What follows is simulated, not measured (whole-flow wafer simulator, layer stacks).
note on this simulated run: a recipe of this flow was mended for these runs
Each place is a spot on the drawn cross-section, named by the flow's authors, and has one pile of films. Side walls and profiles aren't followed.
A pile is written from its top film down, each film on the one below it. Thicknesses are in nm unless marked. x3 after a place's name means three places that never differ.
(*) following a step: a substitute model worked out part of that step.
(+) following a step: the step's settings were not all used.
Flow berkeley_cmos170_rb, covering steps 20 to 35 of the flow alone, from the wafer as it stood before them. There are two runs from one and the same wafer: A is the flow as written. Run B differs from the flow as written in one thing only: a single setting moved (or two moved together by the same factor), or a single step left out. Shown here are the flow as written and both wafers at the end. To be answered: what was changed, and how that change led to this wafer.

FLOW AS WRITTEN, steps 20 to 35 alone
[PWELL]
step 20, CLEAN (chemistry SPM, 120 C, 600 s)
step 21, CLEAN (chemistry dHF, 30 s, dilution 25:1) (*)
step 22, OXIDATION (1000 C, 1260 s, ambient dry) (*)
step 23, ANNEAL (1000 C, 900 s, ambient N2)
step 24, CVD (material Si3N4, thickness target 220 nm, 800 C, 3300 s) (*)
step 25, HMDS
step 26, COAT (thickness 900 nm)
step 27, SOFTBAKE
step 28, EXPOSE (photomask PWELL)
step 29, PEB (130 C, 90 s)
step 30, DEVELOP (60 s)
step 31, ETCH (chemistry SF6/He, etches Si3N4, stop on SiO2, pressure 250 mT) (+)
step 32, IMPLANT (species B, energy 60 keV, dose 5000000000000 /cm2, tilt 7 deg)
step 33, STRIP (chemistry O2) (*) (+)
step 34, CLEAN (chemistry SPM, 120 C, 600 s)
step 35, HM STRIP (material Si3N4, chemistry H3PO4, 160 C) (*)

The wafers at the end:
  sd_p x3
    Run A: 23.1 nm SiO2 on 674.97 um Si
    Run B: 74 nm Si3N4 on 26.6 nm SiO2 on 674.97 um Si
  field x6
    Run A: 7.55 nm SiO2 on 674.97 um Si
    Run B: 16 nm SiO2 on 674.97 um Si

Cause: step 35, HM STRIP: 139 C was run, while the flow as written has 160 C.

Step by step, how the change led to this:
  step 35, HM STRIP (material Si3N4, chemistry H3PO4, 160 C) (*)
      sd_p x3: A -220 Si3N4 (all of it), -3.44 SiO2 | B -146 Si3N4
      field x6: A -10.5 SiO2 | B -2.05 SiO2
